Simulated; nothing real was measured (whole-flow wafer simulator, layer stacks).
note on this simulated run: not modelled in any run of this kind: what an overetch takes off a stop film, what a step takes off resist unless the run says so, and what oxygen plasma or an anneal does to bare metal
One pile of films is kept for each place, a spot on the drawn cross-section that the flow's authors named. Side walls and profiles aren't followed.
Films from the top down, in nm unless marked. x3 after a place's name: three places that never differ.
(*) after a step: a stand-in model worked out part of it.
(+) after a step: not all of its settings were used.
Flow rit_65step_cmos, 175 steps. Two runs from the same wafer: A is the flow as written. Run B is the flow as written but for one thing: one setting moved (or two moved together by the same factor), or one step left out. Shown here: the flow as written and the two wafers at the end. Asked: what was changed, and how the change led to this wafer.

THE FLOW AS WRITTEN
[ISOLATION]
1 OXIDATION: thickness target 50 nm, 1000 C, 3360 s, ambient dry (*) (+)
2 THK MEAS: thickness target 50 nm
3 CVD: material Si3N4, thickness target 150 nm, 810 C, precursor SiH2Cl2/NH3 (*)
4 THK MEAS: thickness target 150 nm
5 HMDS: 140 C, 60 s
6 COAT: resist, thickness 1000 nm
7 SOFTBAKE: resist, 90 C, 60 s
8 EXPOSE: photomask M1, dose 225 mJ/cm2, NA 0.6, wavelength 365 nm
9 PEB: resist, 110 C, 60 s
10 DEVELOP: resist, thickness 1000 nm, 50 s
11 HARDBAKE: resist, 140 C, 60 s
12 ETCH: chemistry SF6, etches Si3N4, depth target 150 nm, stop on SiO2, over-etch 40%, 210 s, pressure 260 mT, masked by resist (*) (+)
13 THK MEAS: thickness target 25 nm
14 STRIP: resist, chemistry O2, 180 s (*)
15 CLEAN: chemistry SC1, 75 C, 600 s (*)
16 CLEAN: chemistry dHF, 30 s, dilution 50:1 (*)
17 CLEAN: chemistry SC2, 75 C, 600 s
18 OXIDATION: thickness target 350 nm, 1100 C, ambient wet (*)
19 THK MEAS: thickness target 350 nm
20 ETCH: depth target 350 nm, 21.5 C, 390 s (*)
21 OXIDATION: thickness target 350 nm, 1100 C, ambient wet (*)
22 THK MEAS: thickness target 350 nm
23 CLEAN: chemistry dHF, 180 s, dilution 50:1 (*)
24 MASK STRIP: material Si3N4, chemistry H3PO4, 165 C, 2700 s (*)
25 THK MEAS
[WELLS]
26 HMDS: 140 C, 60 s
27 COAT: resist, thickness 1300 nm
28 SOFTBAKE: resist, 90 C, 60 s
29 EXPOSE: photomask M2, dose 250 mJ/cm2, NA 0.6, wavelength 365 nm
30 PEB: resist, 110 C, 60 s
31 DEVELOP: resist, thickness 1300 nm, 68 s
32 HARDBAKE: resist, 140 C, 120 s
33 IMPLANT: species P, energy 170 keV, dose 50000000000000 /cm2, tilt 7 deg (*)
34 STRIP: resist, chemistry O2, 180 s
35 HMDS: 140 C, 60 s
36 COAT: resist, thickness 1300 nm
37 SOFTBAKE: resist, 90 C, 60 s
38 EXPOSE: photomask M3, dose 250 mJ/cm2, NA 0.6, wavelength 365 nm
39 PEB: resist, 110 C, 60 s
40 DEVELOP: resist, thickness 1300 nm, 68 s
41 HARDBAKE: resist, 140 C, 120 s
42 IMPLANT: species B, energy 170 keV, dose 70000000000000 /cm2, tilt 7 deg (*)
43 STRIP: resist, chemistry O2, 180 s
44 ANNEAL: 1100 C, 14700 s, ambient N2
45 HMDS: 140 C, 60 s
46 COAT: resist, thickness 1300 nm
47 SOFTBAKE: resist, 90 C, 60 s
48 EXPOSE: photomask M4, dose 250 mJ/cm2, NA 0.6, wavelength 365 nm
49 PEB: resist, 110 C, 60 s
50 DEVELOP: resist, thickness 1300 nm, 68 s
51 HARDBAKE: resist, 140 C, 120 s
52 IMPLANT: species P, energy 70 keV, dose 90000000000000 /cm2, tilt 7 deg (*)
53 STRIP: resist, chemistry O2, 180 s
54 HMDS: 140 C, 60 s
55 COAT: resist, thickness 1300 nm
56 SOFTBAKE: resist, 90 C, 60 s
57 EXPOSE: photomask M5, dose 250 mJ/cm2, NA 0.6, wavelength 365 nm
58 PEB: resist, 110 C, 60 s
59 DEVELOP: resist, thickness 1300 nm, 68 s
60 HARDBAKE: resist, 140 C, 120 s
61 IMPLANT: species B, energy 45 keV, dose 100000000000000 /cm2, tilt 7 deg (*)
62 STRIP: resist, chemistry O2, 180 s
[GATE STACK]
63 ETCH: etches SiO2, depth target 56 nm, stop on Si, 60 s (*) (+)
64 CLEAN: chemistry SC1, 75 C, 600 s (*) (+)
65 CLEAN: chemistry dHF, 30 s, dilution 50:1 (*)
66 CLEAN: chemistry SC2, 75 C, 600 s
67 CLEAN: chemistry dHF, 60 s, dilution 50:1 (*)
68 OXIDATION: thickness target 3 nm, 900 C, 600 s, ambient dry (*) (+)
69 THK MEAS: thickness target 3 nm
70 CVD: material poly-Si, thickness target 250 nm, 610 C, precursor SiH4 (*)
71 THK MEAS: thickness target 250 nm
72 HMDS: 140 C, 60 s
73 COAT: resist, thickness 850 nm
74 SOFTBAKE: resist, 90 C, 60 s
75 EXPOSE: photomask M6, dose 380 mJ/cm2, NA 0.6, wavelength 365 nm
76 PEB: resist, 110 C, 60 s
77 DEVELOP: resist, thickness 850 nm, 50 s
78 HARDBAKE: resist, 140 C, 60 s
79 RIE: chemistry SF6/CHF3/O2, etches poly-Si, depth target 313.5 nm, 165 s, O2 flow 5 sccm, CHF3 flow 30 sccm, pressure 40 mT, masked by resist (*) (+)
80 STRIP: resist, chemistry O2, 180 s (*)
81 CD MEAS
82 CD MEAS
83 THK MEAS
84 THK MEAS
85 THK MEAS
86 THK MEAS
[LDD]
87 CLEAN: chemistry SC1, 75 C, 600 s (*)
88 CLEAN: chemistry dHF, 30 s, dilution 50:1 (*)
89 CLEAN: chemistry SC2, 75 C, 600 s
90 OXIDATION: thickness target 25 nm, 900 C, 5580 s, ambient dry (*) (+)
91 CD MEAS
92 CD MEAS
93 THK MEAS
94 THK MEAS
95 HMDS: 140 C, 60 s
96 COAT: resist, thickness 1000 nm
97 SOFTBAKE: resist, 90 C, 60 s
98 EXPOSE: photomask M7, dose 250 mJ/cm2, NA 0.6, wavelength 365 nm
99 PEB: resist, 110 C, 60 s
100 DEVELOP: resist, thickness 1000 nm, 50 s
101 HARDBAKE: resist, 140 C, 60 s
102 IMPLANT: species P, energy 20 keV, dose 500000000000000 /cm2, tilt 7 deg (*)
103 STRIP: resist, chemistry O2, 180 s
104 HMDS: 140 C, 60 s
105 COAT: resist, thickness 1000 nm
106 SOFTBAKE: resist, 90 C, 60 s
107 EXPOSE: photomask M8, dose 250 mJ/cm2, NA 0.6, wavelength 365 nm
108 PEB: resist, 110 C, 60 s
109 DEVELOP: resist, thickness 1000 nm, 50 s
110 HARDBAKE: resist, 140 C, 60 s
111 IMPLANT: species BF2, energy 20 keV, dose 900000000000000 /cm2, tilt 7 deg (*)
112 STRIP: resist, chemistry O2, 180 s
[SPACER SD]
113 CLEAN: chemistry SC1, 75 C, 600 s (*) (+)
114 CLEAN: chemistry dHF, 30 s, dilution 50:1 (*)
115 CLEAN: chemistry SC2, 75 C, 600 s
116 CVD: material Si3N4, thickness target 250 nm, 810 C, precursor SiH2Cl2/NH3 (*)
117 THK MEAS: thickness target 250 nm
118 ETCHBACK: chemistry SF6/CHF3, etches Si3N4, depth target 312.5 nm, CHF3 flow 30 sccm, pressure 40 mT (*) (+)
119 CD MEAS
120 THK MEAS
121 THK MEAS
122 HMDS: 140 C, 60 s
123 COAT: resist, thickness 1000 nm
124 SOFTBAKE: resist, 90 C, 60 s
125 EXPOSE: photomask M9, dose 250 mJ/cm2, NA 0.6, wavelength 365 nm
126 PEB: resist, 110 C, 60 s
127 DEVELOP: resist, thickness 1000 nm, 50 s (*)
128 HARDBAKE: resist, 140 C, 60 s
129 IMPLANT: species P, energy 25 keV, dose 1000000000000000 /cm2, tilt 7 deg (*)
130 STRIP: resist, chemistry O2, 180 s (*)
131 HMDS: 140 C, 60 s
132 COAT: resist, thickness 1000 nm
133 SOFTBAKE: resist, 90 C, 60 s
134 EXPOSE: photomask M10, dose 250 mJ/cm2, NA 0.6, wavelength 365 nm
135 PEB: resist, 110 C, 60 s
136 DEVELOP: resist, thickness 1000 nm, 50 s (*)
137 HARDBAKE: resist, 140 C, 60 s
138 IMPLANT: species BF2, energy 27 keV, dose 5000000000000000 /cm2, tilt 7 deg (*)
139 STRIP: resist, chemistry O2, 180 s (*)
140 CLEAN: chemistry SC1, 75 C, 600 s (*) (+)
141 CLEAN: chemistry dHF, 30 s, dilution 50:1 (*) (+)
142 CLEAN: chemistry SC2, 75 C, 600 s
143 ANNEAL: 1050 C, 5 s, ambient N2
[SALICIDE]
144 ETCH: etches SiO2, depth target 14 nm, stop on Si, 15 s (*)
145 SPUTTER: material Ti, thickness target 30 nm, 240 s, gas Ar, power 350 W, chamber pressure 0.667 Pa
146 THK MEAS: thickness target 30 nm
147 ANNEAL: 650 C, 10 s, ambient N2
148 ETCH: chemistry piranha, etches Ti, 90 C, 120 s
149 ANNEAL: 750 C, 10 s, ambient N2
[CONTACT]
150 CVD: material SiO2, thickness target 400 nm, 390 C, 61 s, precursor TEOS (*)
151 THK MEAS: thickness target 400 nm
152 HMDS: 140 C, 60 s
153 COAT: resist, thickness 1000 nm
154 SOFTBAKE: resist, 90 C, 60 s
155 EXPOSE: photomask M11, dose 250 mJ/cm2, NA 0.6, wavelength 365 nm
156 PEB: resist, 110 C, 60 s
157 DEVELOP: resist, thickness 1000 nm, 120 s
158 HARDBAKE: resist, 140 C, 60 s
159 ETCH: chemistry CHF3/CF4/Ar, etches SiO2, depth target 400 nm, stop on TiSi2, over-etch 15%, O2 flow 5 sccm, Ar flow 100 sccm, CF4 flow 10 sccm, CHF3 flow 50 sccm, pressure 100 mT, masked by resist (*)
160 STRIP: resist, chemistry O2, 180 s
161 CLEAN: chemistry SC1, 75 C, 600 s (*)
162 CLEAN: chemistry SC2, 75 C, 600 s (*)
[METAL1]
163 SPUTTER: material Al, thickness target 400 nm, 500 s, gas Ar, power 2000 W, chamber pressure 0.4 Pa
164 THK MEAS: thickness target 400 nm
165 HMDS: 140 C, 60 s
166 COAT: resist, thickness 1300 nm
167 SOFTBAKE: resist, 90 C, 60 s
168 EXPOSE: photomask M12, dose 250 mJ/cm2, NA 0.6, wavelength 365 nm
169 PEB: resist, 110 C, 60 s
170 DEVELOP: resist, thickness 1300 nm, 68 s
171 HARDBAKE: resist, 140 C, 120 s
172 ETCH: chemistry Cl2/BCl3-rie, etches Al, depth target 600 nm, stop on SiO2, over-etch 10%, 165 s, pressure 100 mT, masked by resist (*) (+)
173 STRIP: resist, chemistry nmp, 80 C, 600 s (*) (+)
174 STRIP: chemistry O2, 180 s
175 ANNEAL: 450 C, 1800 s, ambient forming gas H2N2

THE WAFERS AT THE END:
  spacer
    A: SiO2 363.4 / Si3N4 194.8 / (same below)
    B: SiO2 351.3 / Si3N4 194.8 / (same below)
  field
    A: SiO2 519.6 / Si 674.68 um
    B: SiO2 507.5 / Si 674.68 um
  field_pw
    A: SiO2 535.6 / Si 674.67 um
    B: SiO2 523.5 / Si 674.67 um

The cause: step 163, SPUTTER: thickness target 303 nm was run, where the flow has thickness target 400 nm; step 163, SPUTTER: 379 s was run, where the flow has 500 s.

How the change led to this, step by step:
  163 SPUTTER: material Al, thickness target 400 nm, 500 s, gas Ar, power 2000 W, chamber pressure 0.4 Pa
      field, field_p, spacer, spacer_p: A Al +400 (new film) | B Al +303 (new film)
      gate_n, gate_p: A Al +396 (new film) | B Al +303 (new film)
      (and at 2 more places)
  172 ETCH: chemistry Cl2/BCl3-rie, etches Al, depth target 600 nm, stop on SiO2, over-etch 10%, 165 s, pressure 100 mT, masked by resist (*) (+)
      field, field_p, spacer, spacer_p: A Al -400 (all of it), SiO2 -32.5 | B Al -303 (all of it), SiO2 -44.6
      gate_n, gate_p: A Al -396 (all of it), SiO2 -33 | B Al -303 (all of it), SiO2 -44.6
      (and at 2 more places)
